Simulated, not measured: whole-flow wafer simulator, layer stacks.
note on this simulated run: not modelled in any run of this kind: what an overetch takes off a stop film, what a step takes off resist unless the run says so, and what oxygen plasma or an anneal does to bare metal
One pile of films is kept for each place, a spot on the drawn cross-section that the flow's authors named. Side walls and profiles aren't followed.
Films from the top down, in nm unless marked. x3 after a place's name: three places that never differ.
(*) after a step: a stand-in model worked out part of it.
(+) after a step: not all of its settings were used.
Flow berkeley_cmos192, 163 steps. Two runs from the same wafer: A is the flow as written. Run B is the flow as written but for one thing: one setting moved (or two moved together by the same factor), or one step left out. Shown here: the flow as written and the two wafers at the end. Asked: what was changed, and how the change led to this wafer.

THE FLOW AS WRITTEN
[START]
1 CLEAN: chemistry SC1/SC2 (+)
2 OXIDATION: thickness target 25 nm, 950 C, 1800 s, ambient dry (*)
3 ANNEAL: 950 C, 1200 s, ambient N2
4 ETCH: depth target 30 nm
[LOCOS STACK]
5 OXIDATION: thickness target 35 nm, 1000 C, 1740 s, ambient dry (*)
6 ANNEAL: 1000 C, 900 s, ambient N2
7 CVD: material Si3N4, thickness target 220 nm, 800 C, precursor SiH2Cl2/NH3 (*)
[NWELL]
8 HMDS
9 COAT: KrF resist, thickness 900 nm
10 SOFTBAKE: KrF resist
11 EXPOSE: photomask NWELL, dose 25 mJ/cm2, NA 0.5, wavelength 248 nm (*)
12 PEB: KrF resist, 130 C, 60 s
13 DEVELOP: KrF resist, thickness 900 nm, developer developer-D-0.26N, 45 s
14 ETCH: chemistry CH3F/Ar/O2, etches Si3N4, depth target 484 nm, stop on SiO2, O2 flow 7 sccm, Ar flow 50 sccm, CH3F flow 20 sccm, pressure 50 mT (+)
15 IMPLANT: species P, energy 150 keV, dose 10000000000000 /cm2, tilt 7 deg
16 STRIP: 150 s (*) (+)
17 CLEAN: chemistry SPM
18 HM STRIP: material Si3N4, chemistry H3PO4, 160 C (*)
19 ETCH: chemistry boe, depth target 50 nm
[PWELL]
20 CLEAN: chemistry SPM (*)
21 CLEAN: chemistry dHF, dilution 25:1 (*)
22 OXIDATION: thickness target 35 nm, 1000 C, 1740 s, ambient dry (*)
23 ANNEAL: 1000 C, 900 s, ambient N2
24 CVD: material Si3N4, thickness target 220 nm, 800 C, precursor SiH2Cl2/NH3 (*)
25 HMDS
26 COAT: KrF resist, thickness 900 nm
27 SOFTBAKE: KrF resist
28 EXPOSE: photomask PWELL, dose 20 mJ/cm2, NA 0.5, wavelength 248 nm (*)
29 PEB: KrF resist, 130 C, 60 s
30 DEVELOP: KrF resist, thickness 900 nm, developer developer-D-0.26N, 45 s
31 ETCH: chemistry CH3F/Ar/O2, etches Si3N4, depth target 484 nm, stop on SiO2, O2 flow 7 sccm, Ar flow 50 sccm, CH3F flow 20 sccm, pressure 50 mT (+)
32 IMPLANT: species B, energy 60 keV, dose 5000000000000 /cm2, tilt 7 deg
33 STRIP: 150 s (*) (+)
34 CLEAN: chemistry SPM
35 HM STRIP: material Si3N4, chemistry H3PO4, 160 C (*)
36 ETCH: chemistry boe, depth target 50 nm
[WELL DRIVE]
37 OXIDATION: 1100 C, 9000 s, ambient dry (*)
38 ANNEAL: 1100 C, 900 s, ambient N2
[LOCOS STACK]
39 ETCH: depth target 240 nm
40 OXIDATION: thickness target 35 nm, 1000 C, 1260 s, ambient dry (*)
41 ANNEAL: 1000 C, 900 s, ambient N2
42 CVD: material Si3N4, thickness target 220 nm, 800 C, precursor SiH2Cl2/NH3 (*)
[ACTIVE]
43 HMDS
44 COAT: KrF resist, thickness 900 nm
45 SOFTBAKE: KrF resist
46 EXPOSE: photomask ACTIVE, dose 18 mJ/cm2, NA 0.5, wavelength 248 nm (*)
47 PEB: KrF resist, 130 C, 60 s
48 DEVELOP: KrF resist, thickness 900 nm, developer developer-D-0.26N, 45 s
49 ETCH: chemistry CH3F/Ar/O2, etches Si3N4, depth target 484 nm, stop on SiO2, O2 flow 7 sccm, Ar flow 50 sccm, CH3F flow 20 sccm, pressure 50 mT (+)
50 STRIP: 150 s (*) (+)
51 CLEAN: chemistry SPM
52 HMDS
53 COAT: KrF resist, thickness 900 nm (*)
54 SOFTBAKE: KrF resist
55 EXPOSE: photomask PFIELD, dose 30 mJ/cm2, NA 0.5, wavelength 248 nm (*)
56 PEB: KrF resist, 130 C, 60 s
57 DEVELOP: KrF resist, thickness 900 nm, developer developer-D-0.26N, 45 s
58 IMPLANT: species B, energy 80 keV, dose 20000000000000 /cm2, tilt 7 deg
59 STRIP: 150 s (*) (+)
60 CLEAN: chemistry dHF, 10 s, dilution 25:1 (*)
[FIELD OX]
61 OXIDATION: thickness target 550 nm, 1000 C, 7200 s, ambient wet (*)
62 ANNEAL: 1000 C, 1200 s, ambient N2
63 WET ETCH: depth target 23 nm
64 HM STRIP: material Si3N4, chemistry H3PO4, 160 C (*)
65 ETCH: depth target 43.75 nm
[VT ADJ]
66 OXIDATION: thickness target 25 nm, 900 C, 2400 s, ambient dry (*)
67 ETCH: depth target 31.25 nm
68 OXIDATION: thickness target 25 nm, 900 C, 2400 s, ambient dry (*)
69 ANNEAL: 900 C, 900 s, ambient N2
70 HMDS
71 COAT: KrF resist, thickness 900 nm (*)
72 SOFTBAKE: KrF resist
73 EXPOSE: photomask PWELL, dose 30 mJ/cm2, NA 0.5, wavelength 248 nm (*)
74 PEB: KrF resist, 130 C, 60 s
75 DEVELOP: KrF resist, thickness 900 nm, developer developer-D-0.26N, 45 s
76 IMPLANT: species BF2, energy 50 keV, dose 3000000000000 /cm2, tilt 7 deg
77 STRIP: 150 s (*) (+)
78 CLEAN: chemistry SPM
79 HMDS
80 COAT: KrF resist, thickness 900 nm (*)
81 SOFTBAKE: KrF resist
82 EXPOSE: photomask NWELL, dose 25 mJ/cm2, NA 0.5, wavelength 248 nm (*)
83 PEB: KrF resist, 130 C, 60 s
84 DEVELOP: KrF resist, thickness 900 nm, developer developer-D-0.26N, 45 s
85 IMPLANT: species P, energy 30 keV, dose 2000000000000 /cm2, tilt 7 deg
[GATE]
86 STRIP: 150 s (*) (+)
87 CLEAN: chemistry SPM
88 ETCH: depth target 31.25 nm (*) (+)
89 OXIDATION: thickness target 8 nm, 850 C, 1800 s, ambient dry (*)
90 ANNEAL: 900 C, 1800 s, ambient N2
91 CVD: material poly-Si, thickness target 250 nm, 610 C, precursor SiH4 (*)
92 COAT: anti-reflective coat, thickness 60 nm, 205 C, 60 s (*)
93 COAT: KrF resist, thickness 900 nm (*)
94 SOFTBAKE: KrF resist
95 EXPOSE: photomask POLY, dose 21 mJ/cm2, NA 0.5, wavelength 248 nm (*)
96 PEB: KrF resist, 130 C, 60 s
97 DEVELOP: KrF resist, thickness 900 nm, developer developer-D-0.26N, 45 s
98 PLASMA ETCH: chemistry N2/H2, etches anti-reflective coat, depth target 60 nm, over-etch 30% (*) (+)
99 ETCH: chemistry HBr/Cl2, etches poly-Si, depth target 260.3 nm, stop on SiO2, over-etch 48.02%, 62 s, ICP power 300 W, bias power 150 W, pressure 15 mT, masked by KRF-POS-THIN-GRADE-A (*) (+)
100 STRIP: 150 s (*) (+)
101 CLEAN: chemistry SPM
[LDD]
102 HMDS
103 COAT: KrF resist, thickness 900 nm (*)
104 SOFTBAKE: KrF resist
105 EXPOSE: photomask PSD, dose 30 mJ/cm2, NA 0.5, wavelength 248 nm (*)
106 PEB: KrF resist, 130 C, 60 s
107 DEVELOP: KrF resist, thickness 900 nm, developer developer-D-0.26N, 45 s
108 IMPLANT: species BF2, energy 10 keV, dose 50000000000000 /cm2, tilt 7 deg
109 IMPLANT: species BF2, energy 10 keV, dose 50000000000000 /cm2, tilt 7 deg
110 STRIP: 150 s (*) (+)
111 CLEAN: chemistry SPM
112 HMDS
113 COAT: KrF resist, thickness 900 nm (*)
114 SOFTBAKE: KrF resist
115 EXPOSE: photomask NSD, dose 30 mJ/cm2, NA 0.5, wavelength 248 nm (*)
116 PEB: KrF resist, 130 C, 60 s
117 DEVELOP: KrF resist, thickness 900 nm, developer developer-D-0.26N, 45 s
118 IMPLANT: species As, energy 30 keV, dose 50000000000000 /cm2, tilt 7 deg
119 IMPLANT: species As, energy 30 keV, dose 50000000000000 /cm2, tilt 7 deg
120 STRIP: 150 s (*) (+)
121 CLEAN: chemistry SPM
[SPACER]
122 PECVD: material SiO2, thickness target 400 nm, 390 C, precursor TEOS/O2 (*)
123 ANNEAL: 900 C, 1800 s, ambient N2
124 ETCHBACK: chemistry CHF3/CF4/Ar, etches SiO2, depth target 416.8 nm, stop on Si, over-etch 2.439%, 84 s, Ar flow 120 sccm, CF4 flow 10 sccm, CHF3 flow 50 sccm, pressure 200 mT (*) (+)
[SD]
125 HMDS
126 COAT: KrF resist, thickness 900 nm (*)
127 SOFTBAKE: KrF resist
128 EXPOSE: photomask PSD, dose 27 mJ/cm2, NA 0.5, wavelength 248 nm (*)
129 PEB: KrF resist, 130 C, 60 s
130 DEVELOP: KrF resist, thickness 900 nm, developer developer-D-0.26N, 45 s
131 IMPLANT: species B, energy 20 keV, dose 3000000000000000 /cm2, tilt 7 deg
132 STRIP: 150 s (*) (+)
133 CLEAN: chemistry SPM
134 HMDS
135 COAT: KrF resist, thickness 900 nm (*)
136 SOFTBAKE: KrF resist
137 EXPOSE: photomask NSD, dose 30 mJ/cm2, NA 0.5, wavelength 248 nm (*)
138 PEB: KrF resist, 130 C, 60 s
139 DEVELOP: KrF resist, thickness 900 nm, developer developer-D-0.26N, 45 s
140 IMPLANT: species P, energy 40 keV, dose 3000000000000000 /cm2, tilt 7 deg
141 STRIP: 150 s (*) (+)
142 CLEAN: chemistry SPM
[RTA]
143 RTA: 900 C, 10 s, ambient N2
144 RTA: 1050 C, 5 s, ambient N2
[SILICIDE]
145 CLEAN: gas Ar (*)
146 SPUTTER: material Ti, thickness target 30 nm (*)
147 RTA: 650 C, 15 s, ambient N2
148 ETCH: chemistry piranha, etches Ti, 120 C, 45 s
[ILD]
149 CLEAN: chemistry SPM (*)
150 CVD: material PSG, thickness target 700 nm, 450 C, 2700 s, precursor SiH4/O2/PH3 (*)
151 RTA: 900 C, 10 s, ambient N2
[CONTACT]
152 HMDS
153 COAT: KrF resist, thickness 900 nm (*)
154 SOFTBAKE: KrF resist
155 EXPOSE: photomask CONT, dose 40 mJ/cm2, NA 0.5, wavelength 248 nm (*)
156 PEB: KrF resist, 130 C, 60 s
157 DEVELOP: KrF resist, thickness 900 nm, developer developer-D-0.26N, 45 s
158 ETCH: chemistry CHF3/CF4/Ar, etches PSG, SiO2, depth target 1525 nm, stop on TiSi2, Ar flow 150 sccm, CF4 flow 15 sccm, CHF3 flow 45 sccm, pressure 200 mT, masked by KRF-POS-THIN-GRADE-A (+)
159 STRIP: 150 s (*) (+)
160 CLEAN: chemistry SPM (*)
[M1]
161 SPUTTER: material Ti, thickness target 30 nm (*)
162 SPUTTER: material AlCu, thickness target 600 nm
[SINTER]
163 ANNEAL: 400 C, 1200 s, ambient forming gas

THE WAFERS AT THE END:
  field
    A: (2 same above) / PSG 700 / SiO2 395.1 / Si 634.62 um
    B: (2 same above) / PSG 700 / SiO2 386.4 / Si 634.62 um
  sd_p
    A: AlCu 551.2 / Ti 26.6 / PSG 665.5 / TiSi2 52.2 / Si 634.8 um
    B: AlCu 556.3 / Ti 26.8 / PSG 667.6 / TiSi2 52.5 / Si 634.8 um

The cause: step 65, ETCH: depth target 52.5 nm was run, where the flow has depth target 43.75 nm.

How the change led to this, step by step:
  65 ETCH: depth target 43.75 nm
      field: A SiO2 -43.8 | B SiO2 -52.5
  92 COAT: anti-reflective coat, thickness 60 nm, 205 C, 60 s (*)
      sd_n: A anti-reflective coat +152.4 (new film) | B anti-reflective coat +146.2 (new film)
      spacer_n: A anti-reflective coat +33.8 (new film) | B anti-reflective coat +36 (new film)
      (and at 4 more places)
  98 PLASMA ETCH: chemistry N2/H2, etches anti-reflective coat, depth target 60 nm, over-etch 30% (*) (+)
      sd_n: A anti-reflective coat -152.4 (all of it), poly-Si -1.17 | B anti-reflective coat -146.2 (all of it), poly-Si -1.12
      spacer_n: A anti-reflective coat -33.8 (all of it), poly-Si -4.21 | B anti-reflective coat -36 (all of it), poly-Si -3.95
      (and at 2 more places)
  100 STRIP: 150 s (*) (+)
      gate: A chemical SiO2 +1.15 (new film), KrF resist -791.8 (all of it), anti-reflective coat -30 (all of it), poly-Si -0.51 | B chemical SiO2 +1.15 (new film), KrF resist -784.5 (all of it), anti-reflective coat -32.4 (all of it), poly-Si -0.51
      gate_p: A chemical SiO2 +1.15 (new film), KrF resist -765.1 (all of it), anti-reflective coat -31 (all of it), poly-Si -0.51 | B chemical SiO2 +1.15 (new film), KrF resist -760.2 (all of it), anti-reflective coat -32.8 (all of it), poly-Si -0.51
